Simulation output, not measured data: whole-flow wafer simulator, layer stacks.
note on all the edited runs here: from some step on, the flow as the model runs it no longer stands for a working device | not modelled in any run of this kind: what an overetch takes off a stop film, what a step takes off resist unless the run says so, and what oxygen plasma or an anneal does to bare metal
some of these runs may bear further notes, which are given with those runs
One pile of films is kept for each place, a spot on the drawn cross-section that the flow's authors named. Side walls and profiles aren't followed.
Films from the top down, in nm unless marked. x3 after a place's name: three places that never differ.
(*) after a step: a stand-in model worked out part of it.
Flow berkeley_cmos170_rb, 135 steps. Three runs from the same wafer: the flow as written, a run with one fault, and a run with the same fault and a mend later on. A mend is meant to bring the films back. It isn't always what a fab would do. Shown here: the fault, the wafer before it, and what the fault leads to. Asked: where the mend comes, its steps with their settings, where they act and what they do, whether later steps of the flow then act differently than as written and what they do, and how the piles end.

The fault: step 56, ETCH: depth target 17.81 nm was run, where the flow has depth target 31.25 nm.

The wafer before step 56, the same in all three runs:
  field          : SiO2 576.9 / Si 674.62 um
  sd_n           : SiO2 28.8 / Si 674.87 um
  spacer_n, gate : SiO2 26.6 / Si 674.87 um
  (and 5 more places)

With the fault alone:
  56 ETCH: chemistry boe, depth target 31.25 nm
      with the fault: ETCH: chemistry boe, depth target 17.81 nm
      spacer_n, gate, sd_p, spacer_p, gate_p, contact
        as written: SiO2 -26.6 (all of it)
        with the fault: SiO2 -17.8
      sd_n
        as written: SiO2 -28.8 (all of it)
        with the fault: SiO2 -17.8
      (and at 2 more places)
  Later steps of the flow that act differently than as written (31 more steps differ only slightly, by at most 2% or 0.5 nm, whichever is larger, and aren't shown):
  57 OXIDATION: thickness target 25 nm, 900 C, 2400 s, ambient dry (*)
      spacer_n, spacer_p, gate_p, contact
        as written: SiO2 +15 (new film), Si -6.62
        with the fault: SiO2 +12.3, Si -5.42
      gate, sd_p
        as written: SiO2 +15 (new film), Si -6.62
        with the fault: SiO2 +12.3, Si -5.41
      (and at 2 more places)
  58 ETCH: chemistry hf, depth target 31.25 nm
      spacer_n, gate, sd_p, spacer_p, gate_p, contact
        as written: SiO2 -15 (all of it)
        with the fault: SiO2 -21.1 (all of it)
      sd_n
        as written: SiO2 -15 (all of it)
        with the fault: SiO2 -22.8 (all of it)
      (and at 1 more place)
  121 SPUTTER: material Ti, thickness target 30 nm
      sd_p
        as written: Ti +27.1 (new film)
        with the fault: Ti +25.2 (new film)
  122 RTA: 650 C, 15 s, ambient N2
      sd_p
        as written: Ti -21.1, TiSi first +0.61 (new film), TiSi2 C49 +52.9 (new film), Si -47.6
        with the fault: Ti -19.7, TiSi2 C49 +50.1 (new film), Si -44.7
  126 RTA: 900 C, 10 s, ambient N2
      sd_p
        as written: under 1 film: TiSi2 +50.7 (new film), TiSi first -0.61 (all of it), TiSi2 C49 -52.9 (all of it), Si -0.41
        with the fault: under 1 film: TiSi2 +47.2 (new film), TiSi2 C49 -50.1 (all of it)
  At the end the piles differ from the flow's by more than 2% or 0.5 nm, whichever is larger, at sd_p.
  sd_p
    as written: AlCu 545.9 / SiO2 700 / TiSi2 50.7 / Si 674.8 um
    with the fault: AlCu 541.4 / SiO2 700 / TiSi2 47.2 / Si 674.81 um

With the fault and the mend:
  The mend comes after step 56.
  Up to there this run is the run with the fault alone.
  56a ETCH: chemistry boe, depth target 13.44 nm (the flow's step 56 once more, with other settings)
      spacer_n, spacer_p, gate_p, contact
        SiO2 -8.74 (all of it)
      gate, sd_p
        SiO2 -8.82 (all of it)
      field
        SiO2 -13.4
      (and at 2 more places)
  No later step of the flow acts differently than as written, at any place that is followed, by more than 2% or 0.5 nm, whichever is larger.
  At the end the piles are the same as the flow's at every place that both follow.
